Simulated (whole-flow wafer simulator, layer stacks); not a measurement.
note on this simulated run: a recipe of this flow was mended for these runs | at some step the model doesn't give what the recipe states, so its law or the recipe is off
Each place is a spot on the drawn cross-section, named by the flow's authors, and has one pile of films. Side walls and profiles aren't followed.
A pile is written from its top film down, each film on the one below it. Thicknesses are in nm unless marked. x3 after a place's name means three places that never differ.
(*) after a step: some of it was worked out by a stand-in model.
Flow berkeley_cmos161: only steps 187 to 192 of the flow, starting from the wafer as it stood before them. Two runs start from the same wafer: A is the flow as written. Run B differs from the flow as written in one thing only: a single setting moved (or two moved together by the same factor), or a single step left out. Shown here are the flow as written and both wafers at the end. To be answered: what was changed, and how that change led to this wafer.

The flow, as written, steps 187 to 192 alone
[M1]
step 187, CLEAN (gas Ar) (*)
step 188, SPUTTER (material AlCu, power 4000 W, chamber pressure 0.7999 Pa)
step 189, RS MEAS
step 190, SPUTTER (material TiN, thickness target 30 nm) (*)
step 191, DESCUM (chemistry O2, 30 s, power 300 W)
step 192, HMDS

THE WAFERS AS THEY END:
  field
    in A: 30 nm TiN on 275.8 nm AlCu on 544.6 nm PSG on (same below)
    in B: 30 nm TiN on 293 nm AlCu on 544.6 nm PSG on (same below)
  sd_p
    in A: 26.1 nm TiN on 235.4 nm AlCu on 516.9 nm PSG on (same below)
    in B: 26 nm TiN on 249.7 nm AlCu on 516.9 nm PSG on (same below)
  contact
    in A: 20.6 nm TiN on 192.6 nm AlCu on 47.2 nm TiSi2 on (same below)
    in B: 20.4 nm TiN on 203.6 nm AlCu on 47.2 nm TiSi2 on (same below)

The reason: step 188, SPUTTER: chamber pressure 0.6719 Pa was run, though the flow has chamber pressure 0.7999 Pa.

Step by step, how the change led to this:
  step 188, SPUTTER (material AlCu, power 4000 W, chamber pressure 0.7999 Pa)
      field, sd_n, spacer_n, gate_n, spacer_p, gate_p, m1: A AlCu gains 275.8 (new film) | B AlCu gains 293 (new film)
      sd_p: A AlCu gains 235.4 (new film) | B AlCu gains 249.7 (new film)
      (as well as at 1 more place)
